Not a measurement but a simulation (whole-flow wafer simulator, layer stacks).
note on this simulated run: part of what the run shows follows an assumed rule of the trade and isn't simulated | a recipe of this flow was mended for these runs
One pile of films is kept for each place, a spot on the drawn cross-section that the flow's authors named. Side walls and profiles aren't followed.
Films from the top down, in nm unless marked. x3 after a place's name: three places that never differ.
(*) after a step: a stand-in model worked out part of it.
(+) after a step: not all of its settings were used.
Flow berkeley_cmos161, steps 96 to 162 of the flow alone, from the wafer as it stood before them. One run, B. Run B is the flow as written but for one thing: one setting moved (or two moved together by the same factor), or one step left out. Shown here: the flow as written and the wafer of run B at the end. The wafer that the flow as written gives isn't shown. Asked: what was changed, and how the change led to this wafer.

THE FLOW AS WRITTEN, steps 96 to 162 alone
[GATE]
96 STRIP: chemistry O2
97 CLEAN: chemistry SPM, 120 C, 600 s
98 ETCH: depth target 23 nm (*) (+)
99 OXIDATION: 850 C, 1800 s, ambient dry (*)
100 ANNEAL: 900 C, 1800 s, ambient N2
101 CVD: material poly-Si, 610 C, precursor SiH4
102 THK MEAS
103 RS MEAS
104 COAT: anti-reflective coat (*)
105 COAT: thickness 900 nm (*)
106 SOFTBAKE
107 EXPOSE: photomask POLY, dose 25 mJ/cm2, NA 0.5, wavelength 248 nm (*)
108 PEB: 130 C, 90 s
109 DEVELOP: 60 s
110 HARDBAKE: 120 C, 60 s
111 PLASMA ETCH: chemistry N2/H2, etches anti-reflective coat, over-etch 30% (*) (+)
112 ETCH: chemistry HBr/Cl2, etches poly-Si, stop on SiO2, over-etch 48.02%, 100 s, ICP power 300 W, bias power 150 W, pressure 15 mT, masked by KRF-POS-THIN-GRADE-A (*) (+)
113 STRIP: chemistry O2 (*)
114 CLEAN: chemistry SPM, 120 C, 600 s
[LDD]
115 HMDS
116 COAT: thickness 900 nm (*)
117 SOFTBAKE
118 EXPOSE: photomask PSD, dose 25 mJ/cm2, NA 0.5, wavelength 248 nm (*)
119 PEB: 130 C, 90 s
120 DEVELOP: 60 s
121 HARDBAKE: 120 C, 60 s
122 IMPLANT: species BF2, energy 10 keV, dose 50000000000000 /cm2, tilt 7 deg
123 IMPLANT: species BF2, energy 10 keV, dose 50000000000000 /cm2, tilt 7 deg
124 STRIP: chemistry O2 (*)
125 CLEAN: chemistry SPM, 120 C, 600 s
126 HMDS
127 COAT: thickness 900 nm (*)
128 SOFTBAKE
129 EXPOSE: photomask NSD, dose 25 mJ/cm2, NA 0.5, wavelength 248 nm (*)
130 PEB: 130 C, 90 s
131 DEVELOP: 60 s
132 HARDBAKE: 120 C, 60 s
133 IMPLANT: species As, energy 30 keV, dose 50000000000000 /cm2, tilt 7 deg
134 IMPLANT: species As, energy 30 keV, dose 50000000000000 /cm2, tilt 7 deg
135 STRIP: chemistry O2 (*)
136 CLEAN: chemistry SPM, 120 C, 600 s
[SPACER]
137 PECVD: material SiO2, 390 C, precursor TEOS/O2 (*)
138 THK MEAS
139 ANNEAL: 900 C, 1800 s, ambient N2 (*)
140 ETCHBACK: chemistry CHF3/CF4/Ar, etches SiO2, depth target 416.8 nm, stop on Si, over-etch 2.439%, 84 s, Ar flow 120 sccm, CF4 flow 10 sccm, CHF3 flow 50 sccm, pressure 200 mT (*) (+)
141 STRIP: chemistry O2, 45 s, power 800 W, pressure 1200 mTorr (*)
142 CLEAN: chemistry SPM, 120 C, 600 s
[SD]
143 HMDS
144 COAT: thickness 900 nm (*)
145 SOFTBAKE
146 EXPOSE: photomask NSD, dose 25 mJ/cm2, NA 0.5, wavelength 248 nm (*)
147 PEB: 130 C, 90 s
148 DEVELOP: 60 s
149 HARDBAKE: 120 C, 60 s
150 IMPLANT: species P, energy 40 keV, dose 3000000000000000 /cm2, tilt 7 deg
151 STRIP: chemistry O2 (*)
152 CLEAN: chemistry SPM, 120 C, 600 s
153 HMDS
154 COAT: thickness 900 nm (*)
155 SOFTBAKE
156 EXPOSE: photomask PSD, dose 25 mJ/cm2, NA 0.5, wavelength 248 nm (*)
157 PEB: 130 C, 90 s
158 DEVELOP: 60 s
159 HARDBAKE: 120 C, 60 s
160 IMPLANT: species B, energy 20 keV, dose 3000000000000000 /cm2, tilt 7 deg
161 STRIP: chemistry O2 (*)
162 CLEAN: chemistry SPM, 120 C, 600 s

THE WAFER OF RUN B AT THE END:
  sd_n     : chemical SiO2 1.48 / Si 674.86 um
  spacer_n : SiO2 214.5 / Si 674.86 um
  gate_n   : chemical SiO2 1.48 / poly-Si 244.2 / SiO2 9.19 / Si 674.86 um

The cause: step 99, OXIDATION: 2520 s was run, where the flow has 1800 s.

How the change led to this, step by step:
  99 OXIDATION: 850 C, 1800 s, ambient dry (*)
      sd_n, spacer_n, gate_n, sd_p, spacer_p, gate_p, contact, m1: SiO2 +9.19 (new film), Si -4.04 (as written it would be: SiO2 +7.48 (new film), Si -3.29)
